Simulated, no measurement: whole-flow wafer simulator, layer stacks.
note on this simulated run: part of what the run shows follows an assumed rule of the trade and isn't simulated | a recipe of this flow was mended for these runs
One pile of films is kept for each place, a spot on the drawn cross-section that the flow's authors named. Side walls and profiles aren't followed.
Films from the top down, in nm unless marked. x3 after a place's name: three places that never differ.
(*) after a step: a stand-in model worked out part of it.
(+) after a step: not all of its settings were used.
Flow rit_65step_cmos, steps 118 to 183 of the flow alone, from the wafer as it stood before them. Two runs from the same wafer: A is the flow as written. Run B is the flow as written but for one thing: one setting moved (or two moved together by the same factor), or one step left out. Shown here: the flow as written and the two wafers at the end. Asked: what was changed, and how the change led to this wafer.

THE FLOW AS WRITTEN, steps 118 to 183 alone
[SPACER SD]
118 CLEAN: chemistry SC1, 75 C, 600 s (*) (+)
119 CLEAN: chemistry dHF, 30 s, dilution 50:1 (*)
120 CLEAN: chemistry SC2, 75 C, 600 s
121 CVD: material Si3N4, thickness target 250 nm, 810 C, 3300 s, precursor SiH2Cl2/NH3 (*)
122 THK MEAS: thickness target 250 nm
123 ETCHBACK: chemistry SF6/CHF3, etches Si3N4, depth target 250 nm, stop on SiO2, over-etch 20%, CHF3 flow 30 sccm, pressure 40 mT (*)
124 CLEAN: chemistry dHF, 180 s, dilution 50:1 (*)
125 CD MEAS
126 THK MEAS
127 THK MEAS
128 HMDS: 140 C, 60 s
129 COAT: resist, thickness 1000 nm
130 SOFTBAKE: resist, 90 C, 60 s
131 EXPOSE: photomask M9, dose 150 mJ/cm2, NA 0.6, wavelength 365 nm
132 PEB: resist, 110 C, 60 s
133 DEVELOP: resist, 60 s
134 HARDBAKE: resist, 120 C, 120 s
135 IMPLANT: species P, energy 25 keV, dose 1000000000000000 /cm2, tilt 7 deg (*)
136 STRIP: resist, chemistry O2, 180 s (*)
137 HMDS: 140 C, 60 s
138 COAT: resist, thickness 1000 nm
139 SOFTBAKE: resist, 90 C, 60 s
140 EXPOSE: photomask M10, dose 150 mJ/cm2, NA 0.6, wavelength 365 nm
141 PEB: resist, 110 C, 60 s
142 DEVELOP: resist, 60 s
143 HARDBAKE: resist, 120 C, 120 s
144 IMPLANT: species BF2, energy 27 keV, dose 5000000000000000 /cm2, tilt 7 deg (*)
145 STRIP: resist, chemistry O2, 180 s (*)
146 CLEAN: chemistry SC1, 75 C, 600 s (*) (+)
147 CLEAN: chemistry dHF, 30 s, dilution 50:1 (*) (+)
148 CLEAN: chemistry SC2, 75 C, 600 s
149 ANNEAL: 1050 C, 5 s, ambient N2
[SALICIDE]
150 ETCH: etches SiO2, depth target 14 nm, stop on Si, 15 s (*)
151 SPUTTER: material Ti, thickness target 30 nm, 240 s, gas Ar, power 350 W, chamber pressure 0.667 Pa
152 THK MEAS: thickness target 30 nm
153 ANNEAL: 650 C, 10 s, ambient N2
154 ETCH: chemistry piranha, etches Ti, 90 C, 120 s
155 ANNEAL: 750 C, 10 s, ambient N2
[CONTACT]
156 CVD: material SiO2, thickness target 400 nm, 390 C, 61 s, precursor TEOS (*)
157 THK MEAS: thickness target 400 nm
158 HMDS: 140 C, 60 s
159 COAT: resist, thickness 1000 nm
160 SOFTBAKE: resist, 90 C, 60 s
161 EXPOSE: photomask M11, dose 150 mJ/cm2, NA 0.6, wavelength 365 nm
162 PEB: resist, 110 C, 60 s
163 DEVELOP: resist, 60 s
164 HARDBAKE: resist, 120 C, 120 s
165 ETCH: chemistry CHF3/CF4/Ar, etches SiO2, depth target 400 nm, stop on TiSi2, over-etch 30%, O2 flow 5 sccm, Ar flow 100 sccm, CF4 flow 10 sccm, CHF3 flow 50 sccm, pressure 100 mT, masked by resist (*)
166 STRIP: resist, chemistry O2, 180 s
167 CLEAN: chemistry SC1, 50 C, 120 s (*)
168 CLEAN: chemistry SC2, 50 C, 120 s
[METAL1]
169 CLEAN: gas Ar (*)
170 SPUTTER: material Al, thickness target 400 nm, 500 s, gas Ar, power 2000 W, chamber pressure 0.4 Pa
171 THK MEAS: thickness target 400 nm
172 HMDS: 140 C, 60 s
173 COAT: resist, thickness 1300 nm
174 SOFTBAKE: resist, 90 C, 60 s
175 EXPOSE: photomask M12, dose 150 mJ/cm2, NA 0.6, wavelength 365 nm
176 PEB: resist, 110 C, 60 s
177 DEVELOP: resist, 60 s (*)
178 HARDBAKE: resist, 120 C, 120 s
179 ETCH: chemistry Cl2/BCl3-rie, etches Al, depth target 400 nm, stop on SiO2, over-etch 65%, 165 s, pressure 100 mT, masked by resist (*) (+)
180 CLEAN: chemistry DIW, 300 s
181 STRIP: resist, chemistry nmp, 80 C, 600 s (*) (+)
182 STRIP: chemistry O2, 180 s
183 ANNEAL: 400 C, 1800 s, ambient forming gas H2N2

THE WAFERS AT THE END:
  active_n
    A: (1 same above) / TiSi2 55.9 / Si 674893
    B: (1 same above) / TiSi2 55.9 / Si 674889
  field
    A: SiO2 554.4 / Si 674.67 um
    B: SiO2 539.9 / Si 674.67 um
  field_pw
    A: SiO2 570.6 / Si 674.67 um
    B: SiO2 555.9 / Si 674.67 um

The cause: step 121, CVD: thickness target 231 nm was run, where the flow has thickness target 250 nm; step 121, CVD: 3052 s was run, where the flow has 3300 s.

How the change led to this, step by step:
  121 CVD: material Si3N4, thickness target 250 nm, 810 C, 3300 s, precursor SiH2Cl2/NH3 (*)
      field, field_pw, field_nw and 11 more: A Si3N4 +250 (new film) | B Si3N4 +231 (new film)
  123 ETCHBACK: chemistry SF6/CHF3, etches Si3N4, depth target 250 nm, stop on SiO2, over-etch 20%, CHF3 flow 30 sccm, pressure 40 mT (*)
      active_n, sd_n, contact, m1: A Si3N4 -250 (all of it), SiO2 -1.4 | B Si3N4 -231 (all of it), SiO2 -13.9 (all of it), Si -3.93
      active_p, sd_p: A Si3N4 -250 (all of it), SiO2 -1.4 | B Si3N4 -231 (all of it), SiO2 -13.4 (all of it), Si -3.98
      (and at 6 more places)
  124 CLEAN: chemistry dHF, 180 s, dilution 50:1 (*)
      active_n, sd_n, contact, m1: A SiO2 -12.5 (all of it) | B nothing
      active_p, sd_p: A SiO2 -12 (all of it) | B nothing
      (and at 2 more places)
